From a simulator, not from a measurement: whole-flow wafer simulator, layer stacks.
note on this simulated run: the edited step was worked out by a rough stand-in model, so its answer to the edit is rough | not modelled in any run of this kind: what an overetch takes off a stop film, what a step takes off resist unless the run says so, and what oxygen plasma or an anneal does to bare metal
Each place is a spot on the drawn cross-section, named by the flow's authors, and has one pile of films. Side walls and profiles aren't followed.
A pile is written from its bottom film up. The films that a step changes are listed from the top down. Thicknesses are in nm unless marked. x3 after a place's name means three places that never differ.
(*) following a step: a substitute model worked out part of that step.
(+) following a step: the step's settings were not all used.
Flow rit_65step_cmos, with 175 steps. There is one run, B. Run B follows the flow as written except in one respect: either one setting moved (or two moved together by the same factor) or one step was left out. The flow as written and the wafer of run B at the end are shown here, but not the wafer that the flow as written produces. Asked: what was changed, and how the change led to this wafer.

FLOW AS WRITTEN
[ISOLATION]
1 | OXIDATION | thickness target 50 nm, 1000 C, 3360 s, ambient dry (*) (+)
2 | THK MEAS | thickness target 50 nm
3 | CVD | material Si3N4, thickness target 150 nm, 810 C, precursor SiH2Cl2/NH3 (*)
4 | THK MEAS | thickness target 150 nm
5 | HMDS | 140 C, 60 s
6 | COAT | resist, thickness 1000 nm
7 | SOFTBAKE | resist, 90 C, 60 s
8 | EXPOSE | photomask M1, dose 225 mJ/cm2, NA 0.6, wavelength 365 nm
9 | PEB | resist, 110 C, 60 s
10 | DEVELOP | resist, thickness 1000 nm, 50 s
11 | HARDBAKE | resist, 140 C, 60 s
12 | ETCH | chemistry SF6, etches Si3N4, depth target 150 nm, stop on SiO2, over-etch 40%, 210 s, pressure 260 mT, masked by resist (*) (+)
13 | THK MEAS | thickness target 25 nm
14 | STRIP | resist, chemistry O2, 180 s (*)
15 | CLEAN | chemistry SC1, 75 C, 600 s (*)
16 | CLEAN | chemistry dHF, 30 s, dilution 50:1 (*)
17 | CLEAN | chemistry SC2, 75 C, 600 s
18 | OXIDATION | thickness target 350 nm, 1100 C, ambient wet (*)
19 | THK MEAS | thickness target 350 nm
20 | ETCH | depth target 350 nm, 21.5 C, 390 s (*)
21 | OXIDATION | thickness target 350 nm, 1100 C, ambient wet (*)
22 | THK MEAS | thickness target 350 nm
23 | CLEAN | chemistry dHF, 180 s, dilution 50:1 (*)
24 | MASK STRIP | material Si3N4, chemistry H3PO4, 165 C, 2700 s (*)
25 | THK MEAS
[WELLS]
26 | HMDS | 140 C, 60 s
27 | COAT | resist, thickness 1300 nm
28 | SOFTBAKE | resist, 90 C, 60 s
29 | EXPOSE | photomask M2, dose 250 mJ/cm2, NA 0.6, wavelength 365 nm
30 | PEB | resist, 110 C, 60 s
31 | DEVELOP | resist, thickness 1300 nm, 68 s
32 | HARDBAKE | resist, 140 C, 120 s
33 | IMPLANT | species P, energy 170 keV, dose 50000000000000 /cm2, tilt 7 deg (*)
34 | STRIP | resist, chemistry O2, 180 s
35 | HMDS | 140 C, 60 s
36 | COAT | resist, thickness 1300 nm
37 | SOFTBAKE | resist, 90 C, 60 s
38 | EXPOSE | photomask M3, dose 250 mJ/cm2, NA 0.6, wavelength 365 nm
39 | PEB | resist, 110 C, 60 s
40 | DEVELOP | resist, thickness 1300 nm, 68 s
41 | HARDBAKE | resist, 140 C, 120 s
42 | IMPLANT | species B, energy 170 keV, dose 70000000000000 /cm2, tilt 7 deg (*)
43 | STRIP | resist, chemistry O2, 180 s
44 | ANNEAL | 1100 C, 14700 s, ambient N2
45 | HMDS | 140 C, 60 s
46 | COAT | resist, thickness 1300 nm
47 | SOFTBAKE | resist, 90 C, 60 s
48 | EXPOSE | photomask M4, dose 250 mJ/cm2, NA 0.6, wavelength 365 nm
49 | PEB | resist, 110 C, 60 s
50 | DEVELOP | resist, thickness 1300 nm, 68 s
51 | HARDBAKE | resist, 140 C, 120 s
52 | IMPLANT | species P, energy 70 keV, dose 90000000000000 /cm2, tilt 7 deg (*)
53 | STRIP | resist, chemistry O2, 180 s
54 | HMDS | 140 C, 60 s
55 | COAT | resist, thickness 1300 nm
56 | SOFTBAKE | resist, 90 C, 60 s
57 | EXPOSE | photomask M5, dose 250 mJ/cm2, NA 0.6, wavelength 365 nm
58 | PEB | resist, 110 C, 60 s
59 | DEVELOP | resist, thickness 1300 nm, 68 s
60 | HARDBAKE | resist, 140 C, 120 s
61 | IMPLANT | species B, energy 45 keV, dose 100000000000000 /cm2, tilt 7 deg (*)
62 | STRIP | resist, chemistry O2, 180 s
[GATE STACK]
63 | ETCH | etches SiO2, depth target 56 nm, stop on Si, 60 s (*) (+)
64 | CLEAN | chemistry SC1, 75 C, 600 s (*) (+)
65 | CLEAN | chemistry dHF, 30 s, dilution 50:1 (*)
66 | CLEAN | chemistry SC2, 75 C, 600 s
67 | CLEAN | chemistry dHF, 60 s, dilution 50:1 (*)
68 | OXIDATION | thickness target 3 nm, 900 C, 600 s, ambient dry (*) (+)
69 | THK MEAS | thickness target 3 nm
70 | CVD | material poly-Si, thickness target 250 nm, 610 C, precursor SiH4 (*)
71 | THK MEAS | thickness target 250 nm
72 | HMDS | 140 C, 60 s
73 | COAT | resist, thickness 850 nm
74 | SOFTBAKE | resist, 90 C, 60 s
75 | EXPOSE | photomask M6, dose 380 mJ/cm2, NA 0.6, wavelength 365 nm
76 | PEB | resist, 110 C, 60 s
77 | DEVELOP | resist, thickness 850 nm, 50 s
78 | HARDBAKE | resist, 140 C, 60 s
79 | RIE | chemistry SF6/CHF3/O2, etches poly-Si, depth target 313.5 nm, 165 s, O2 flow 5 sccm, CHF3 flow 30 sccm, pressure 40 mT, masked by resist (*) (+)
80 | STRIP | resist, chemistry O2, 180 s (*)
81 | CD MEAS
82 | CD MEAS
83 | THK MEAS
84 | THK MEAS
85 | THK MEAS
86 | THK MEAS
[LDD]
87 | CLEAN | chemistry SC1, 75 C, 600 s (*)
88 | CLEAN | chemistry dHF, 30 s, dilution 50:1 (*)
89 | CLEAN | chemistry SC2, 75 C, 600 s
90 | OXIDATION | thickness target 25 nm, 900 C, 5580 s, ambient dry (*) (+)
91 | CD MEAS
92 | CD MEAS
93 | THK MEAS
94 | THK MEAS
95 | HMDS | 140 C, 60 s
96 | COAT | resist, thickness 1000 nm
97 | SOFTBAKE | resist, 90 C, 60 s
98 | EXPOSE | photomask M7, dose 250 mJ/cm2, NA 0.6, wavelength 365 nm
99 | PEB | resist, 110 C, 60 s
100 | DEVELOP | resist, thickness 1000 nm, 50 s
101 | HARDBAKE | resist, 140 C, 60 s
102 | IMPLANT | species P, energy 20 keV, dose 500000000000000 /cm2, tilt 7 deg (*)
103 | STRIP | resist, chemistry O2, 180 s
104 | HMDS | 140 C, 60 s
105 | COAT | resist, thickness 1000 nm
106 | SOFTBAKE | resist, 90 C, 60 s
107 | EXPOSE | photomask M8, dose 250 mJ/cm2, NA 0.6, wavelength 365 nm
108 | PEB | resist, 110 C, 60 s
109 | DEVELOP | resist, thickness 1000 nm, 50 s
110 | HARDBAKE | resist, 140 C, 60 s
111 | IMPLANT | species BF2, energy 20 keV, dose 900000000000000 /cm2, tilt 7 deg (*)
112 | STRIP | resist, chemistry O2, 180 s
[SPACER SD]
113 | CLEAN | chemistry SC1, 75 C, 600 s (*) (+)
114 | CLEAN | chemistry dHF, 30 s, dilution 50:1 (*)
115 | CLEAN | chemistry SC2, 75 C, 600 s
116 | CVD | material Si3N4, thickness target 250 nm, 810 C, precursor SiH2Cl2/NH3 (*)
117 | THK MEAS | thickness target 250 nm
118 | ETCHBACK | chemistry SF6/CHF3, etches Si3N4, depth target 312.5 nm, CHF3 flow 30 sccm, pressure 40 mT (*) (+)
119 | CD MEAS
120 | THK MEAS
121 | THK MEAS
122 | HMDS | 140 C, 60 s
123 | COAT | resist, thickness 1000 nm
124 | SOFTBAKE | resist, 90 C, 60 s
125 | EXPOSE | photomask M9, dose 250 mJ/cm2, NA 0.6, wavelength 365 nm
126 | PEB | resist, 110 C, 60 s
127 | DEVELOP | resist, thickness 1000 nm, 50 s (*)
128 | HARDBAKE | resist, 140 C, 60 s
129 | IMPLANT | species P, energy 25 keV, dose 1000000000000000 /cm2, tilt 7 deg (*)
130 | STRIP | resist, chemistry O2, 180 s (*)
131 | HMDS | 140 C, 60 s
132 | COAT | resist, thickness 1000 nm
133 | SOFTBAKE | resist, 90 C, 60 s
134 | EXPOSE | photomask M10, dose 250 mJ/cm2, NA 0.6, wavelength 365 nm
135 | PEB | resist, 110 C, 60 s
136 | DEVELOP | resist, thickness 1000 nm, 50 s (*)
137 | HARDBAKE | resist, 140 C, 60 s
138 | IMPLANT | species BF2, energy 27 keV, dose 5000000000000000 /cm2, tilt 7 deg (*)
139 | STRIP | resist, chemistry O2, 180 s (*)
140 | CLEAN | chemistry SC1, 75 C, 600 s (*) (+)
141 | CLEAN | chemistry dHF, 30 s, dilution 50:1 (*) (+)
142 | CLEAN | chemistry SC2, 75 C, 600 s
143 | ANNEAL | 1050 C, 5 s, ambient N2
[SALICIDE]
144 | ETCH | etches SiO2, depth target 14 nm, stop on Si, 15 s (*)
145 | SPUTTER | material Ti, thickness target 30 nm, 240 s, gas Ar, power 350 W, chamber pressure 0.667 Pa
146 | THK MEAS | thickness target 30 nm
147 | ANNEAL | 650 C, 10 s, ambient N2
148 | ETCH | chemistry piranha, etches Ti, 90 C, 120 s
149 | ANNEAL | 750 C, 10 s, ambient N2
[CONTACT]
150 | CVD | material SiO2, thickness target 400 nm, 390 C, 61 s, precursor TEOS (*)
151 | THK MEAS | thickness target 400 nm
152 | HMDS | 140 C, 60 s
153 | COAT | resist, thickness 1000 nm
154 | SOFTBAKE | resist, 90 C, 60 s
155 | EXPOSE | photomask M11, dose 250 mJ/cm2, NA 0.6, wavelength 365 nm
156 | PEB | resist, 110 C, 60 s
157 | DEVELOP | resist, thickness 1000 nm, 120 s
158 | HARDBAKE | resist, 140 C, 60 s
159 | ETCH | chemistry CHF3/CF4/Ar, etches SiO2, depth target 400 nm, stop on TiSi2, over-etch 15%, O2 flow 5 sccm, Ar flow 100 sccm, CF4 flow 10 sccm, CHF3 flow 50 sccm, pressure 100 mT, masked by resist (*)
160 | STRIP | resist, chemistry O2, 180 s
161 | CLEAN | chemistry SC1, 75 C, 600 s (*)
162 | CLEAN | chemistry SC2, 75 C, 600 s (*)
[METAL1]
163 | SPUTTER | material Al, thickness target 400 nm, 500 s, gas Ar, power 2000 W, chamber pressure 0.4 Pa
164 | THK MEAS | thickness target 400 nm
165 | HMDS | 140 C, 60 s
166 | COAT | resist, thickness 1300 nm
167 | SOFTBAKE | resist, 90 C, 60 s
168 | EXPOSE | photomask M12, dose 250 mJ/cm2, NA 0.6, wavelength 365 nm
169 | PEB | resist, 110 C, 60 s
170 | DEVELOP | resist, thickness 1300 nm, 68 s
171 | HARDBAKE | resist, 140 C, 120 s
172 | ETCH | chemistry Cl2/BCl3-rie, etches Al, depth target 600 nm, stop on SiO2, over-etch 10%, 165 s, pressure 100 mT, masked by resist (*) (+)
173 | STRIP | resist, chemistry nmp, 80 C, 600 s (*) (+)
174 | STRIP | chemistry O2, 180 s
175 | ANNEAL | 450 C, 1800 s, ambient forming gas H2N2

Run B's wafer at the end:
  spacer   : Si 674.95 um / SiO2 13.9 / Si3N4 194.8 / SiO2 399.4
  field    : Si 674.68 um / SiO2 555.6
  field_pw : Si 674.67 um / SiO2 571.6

Cause: step 150, CVD: thickness target 436 nm was run, while the flow as written has thickness target 400 nm; step 150, CVD: 66 s was run, where the flow has 61 s.

The path from the change to this, step by step:
  150 | CVD | material SiO2, thickness target 400 nm, 390 C, 61 s, precursor TEOS (*)
      field, field_pw, field_nw, field_p: SiO2 gains 436 (it would be, as written: SiO2 gains 400)
      spacer, spacer_p: SiO2 gains 436 (new film) (it would be, as written: SiO2 gains 400 (new film))
      (also at 2 further places)
